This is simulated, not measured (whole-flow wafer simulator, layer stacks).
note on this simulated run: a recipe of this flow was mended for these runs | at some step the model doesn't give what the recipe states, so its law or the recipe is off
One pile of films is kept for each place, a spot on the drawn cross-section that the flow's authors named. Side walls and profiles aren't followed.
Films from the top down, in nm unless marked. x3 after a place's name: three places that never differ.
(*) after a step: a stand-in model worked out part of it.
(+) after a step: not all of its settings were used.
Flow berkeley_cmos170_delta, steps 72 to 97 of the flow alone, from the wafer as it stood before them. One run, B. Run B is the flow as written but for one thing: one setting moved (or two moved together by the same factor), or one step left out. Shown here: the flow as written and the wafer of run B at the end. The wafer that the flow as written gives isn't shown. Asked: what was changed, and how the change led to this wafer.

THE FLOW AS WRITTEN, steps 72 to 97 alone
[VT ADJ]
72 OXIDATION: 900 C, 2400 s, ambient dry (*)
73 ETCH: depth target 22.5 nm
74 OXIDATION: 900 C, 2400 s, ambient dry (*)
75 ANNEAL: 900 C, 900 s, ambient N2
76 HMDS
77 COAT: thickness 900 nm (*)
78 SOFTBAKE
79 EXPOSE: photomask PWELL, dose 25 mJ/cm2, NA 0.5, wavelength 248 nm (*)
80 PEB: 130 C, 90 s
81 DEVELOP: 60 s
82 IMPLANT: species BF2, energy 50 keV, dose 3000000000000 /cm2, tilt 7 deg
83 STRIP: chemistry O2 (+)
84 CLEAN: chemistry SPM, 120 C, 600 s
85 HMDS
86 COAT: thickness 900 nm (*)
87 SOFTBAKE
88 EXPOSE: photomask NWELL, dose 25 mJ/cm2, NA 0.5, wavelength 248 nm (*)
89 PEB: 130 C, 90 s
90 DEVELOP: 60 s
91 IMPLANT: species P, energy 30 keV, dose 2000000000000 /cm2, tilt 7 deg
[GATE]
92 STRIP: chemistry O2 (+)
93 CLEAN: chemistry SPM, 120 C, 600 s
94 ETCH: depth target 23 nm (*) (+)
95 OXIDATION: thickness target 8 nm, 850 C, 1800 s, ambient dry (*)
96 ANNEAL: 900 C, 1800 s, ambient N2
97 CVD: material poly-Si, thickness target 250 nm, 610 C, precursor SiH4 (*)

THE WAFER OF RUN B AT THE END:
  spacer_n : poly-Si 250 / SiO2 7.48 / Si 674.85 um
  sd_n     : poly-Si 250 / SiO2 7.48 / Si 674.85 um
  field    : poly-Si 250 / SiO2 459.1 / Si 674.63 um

The cause: step 73, ETCH: depth target 12.38 nm was run, where the flow has depth target 22.5 nm.

How the change led to this, step by step:
  73 ETCH: depth target 22.5 nm
      sd_n, spacer_n, gate, sd_p, spacer_p, gate_p, contact, m1: SiO2 -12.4 (as written it would be: SiO2 -14.9 (all of it))
      field: SiO2 -12.4 (as written it would be: SiO2 -22.5)
  74 OXIDATION: 900 C, 2400 s, ambient dry (*)
      sd_n, spacer_n, gate, sd_p, spacer_p, gate_p, contact, m1: SiO2 +12.6, Si -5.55 (as written it would be: SiO2 +14.9 (new film), Si -6.57)
